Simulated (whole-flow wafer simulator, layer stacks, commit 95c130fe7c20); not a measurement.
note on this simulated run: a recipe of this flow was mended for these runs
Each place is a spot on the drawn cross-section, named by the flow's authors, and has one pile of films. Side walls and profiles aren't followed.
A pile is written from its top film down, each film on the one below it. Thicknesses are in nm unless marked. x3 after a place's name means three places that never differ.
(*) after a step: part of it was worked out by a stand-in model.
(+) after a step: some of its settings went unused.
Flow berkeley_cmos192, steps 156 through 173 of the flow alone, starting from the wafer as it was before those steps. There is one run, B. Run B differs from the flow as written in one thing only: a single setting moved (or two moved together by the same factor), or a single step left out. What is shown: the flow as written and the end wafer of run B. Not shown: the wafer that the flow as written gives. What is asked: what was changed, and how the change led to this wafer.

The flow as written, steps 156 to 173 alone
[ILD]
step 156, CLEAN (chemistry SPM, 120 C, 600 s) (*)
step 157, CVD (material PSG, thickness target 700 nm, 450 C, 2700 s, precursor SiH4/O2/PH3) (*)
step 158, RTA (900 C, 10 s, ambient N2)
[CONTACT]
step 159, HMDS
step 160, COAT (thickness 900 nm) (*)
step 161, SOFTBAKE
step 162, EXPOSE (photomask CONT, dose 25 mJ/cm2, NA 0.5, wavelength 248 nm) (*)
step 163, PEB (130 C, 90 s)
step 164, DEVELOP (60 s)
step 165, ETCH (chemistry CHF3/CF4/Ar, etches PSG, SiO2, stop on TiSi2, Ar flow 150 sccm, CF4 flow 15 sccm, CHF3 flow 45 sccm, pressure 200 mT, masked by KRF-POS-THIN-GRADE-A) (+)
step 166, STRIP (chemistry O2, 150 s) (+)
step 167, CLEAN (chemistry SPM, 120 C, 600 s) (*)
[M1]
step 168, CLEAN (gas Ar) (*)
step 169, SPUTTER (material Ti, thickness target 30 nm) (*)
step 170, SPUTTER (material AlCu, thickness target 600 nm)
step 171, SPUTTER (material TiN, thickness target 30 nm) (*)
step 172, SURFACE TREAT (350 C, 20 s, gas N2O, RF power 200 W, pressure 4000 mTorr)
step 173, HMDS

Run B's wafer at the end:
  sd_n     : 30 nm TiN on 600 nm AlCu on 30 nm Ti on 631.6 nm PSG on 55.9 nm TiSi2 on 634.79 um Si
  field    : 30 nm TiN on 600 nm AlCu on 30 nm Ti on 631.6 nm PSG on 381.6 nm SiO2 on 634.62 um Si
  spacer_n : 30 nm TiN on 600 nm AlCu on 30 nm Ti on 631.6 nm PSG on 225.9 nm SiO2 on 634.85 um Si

The reason: step 157, CVD: thickness target 637 nm was run, whereas the flow has thickness target 700 nm; step 157, CVD: 2457 s was run, where the flow has 2700 s.

How this came from the change, step by step:
  step 157, CVD (material PSG, thickness target 700 nm, 450 C, 2700 s, precursor SiH4/O2/PH3) (*)
      field, sd_n, spacer_n, gate, spacer_p, gate_p, contact, m1: PSG gains 637 (new film) (as written it would have been: PSG gains 700 (new film))
      sd_p: PSG gains 608.7 (new film) (as written it would have been: PSG gains 668 (new film))
  step 165, ETCH (chemistry CHF3/CF4/Ar, etches PSG, SiO2, stop on TiSi2, Ar flow 150 sccm, CF4 flow 15 sccm, CHF3 flow 45 sccm, pressure 200 mT, masked by KRF-POS-THIN-GRADE-A) (+)
      field, sd_n, spacer_n, gate, sd_p, spacer_p, gate_p, m1: KrF-resist loses 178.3 (as written it would have been: KrF-resist loses 194.1)
      contact: PSG loses 637 (all of it), TiSi2 loses 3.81 (as written it would have been: PSG loses 700 (all of it), TiSi2 loses 3.81)
  step 166, STRIP (chemistry O2, 150 s) (+)
      field: KrF-resist loses 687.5 (all of it) (as written it would have been: KrF-resist loses 672.6 (all of it))
      spacer_n: KrF-resist loses 627.4 (all of it) (as written it would have been: KrF-resist loses 612.8 (all of it))
      (also at 3 further places)
  step 169, SPUTTER (material Ti, thickness target 30 nm) (*)
      contact: Ti gains 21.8 (new film) (as written it would have been: Ti gains 21.1 (new film))
  step 170, SPUTTER (material AlCu, thickness target 600 nm)
      contact: AlCu gains 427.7 (new film) (as written it would have been: AlCu gains 411.7 (new film))
  step 171, SPUTTER (material TiN, thickness target 30 nm) (*)
      contact: TiN gains 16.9 (new film) (as written it would have been: TiN gains 16 (new film))
